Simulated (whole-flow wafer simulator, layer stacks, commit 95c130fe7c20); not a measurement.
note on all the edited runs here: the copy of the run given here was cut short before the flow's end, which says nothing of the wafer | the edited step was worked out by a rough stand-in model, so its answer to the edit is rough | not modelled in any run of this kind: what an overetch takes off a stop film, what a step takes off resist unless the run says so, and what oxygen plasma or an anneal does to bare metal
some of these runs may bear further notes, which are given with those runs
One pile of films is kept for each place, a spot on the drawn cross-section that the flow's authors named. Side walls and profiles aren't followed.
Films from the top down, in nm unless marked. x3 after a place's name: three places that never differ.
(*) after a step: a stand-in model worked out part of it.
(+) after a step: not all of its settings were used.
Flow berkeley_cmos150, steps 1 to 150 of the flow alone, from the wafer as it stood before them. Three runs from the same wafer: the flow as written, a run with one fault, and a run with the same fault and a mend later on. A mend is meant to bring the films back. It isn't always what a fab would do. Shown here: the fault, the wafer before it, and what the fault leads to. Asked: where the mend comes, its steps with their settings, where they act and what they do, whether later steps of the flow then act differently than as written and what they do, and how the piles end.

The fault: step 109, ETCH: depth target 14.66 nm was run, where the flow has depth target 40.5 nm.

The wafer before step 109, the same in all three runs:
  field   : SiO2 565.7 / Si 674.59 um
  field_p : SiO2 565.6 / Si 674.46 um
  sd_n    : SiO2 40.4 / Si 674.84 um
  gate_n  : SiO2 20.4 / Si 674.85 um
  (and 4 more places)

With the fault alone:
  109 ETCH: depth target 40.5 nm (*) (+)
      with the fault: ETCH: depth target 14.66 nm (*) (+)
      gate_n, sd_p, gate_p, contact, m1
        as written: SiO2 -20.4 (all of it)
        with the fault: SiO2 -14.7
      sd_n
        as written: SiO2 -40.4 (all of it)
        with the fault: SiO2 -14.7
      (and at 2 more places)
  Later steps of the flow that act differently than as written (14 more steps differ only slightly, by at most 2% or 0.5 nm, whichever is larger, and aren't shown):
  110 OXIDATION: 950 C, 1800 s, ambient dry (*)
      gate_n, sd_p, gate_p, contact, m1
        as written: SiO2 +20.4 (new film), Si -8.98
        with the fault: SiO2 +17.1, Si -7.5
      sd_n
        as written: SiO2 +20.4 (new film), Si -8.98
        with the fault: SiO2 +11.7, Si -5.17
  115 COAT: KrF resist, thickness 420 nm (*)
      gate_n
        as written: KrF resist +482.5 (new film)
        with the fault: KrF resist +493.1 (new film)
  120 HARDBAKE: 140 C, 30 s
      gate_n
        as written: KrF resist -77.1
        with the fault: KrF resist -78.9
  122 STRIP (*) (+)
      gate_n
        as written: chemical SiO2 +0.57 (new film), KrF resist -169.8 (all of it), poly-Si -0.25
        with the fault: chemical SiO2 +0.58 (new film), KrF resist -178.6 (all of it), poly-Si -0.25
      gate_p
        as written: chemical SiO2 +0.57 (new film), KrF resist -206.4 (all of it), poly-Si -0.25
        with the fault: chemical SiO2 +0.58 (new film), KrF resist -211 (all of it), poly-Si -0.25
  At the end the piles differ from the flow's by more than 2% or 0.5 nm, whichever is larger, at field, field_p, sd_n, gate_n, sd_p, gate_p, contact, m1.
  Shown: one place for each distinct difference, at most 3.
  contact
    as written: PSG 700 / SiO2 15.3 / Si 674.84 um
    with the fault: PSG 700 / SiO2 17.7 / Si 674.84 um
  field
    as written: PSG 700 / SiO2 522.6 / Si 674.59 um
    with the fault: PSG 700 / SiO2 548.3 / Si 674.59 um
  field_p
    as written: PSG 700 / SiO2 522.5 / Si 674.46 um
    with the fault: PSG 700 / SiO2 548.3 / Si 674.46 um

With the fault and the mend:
  The mend comes after step 109.
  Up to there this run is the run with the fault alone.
  109a ETCH: depth target 25.84 nm (*) (+) (the flow's step 109 once more, with other settings)
      gate_n, sd_p, gate_p, contact, m1
        SiO2 -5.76 (all of it)
      field, field_p
        SiO2 -25.8
      sd_n
        SiO2 -25.8 (all of it)
  No later step of the flow acts differently than as written, at any place that is followed, by more than 2% or 0.5 nm, whichever is larger.
  At the end the piles are the same as the flow's at every place that both follow.
